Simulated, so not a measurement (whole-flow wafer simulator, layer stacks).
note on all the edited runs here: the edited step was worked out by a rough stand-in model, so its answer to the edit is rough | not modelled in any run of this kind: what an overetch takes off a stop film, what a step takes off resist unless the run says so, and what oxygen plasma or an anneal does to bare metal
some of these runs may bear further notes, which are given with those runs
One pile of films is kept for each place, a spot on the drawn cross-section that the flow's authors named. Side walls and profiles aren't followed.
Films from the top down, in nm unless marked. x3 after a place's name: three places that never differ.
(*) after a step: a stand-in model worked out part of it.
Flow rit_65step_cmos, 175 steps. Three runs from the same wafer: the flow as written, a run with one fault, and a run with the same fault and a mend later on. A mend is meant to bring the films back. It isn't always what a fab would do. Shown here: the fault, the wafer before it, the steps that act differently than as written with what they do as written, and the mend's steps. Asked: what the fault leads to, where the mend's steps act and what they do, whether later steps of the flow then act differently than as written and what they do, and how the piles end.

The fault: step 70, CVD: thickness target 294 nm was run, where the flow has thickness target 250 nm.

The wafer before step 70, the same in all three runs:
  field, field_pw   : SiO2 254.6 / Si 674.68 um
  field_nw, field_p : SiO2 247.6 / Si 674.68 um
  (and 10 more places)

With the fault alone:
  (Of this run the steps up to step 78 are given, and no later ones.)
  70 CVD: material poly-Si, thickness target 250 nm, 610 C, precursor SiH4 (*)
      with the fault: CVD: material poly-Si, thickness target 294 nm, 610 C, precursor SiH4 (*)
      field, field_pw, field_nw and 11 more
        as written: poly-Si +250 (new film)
        with the fault: poly-Si +294 (new film)
  No later step of the flow up to step 78 acts differently than as written, at any place that is followed, by more than 2% or 0.5 nm, whichever is larger.
  After step 78 the piles differ from the flow's by more than 2% or 0.5 nm, whichever is larger, at field, field_pw, field_nw and 11 more.
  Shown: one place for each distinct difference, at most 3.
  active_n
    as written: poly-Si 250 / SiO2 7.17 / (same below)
    with the fault: poly-Si 294 / SiO2 7.17 / (same below)
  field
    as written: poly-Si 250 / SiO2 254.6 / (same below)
    with the fault: poly-Si 294 / SiO2 254.6 / (same below)
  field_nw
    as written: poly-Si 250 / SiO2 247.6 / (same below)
    with the fault: poly-Si 294 / SiO2 247.6 / (same below)

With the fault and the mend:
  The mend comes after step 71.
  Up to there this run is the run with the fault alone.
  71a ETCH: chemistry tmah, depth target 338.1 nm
      field, field_pw, field_nw and 11 more
        poly-Si -294 (all of it)
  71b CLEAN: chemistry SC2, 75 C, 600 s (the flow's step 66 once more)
      changes no film at any place that is followed
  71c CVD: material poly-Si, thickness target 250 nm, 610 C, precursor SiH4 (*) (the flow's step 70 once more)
      field, field_pw, field_nw and 11 more
        poly-Si +250 (new film)
  No later step of the flow acts differently than as written at any place that is followed.
  At the end the piles are the same as the flow's at every place that both follow.
